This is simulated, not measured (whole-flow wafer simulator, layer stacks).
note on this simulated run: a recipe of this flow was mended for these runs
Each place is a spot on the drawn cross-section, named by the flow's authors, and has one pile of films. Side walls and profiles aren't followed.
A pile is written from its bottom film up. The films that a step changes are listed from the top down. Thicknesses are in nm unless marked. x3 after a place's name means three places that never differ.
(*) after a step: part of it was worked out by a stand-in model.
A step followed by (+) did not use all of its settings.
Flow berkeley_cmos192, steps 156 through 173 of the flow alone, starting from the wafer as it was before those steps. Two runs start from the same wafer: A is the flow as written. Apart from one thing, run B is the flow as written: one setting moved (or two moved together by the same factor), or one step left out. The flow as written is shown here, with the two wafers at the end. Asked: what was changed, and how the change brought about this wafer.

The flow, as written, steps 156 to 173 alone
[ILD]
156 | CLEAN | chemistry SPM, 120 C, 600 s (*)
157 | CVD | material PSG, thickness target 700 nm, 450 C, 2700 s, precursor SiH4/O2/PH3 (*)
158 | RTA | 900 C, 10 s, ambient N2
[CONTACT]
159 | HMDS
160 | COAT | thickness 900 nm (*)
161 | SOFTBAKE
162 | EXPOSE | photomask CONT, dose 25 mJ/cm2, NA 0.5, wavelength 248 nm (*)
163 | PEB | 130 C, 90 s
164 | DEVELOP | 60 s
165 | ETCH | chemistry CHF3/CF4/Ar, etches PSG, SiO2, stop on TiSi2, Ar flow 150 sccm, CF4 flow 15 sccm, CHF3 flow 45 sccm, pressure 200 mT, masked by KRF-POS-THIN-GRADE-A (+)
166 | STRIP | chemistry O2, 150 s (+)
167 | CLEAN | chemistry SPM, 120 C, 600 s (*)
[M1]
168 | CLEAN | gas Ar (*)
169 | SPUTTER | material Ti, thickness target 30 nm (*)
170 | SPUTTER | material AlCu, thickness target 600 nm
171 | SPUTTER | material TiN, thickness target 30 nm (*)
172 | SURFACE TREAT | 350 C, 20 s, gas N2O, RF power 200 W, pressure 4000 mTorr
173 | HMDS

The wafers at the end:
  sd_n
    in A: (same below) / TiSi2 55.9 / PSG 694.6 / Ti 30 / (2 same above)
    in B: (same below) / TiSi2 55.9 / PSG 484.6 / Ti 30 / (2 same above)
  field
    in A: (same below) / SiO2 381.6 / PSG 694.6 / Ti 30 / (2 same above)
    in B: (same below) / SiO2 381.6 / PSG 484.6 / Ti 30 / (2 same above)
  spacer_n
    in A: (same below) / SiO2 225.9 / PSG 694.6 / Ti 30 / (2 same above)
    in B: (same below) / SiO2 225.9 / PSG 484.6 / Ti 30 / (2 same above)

Cause: step 157, CVD: thickness target 490 nm was run, though the flow has thickness target 700 nm; step 157, CVD: 1890 s was run, where the flow has 2700 s.

How this came from the change, step by step:
  157 | CVD | material PSG, thickness target 700 nm, 450 C, 2700 s, precursor SiH4/O2/PH3 (*)
      field, sd_n, spacer_n, gate, spacer_p, gate_p, contact, m1: A +700 PSG (new film) | B +490 PSG (new film)
      sd_p: A +668 PSG (new film) | B +469.7 PSG (new film)
  165 | ETCH | chemistry CHF3/CF4/Ar, etches PSG, SiO2, stop on TiSi2, Ar flow 150 sccm, CF4 flow 15 sccm, CHF3 flow 45 sccm, pressure 200 mT, masked by KRF-POS-THIN-GRADE-A (+)
      field, sd_n, spacer_n, gate, sd_p, spacer_p, gate_p, m1: A -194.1 KrF-resist | B -141.6 KrF-resist
      contact: A -700 PSG (all of it), -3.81 TiSi2 | B -490 PSG (all of it), -3.81 TiSi2
  166 | STRIP | chemistry O2, 150 s (+)
      field: A -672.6 KrF-resist (all of it) | B -722 KrF-resist (all of it)
      sd_n: A -784.4 KrF-resist (all of it) | B -835.8 KrF-resist (all of it)
      (also at 6 further places)
  169 | SPUTTER | material Ti, thickness target 30 nm (*)
      contact: A +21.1 Ti (new film) | B +23.6 Ti (new film)
  170 | SPUTTER | material AlCu, thickness target 600 nm
      contact: A +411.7 AlCu (new film) | B +468.1 AlCu (new film)
  171 | SPUTTER | material TiN, thickness target 30 nm (*)
      contact: A +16 TiN (new film) | B +22.1 TiN (new film)
